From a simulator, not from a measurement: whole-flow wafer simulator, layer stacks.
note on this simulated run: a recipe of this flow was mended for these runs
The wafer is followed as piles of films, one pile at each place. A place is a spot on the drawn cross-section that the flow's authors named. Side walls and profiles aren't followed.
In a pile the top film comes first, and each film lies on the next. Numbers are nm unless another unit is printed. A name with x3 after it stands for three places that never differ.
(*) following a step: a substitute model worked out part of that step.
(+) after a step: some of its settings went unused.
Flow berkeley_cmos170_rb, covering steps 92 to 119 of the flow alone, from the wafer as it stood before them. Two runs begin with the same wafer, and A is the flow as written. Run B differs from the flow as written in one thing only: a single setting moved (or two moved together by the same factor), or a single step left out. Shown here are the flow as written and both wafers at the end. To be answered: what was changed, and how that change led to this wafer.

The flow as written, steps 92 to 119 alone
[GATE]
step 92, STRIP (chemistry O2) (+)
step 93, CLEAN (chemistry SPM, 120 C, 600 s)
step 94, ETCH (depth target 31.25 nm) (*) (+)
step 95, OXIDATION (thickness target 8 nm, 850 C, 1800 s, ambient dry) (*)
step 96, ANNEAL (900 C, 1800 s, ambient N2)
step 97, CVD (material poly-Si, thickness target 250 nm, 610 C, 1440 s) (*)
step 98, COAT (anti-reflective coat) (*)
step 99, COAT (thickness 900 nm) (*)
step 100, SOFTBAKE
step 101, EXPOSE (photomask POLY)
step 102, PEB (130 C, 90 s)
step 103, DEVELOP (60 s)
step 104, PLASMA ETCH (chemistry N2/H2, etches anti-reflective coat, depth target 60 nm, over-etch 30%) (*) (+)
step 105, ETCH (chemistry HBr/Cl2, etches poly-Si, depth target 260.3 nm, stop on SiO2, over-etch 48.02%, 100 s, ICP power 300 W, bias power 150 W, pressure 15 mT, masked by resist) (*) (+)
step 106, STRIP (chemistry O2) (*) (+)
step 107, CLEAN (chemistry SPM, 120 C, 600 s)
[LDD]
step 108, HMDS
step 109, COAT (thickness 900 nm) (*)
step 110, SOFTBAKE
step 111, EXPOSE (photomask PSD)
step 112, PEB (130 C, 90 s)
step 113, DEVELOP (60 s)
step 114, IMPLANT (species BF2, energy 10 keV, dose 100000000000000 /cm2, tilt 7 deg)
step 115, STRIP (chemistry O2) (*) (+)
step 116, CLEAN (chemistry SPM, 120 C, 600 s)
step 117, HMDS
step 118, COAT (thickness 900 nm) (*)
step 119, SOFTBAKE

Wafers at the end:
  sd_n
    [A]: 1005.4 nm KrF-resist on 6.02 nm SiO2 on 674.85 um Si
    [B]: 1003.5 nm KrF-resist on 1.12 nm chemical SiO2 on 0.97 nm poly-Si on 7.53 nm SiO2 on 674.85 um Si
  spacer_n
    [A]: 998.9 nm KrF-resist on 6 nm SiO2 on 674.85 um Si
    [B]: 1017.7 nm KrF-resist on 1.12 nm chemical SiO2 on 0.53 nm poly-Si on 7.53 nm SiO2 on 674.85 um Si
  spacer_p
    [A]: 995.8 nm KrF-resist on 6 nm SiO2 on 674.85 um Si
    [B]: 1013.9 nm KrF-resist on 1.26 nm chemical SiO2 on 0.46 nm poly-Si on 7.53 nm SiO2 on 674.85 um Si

What caused this: step 97, CVD: thickness target 388 nm was run, whereas the flow has thickness target 250 nm; step 97, CVD: 2232 s was run, where the flow has 1440 s.

How this came from the change, step by step:
  step 97, CVD (material poly-Si, thickness target 250 nm, 610 C, 1440 s) (*)
      field, sd_n, spacer_n and 6 more: A +250 poly-Si (new film) | B +388 poly-Si (new film)
  step 98, COAT (anti-reflective coat) (*)
      sd_n: A +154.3 anti-reflective coat (new film) | B +160.4 anti-reflective coat (new film)
      contact: A +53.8 anti-reflective coat (new film) | B +56.8 anti-reflective coat (new film)
  step 104, PLASMA ETCH (chemistry N2/H2, etches anti-reflective coat, depth target 60 nm, over-etch 30%) (*) (+)
      gate, gate_p: A -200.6 KrF-resist | B -208.5 KrF-resist
      sd_n: A -154.3 anti-reflective coat (all of it), -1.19 poly-Si | B -160.4 anti-reflective coat (all of it), -1.23 poly-Si
      (and at 1 other place as well)
  step 105, ETCH (chemistry HBr/Cl2, etches poly-Si, depth target 260.3 nm, stop on SiO2, over-etch 48.02%, 100 s, ICP power 300 W, bias power 150 W, pressure 15 mT, masked by resist) (*) (+)
      spacer_n, spacer_p: A -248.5 poly-Si (all of it), -1.53 SiO2 | B -385.3 poly-Si
      field: A -245 poly-Si (all of it), -1.8 SiO2 | B -382.8 poly-Si (all of it)
      (and at 4 other places as well)
  step 106, STRIP (chemistry O2) (*) (+)
      sd_n, spacer_n, spacer_p: A nothing | B +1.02 chemical SiO2 (new film), -0.45 poly-Si
  step 109, COAT (thickness 900 nm) (*)
      gate: A +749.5 KrF-resist (new film) | B +634.3 KrF-resist (new film)
      gate_p: A +745.7 KrF-resist (new film) | B +629.9 KrF-resist (new film)
  step 113, DEVELOP (60 s)
      gate_p: A -744.1 KrF-resist (all of it) | B -628.6 KrF-resist (all of it)
  step 115, STRIP (chemistry O2) (*) (+)
      gate: A -733 KrF-resist (all of it), +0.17 chemical SiO2 | B -618 KrF-resist (all of it), +0.17 chemical SiO2
  step 118, COAT (thickness 900 nm) (*)
      gate: A +748.7 KrF-resist (new film) | B +634.2 KrF-resist (new film)
      gate_p: A +744.7 KrF-resist (new film) | B +629.7 KrF-resist (new film)
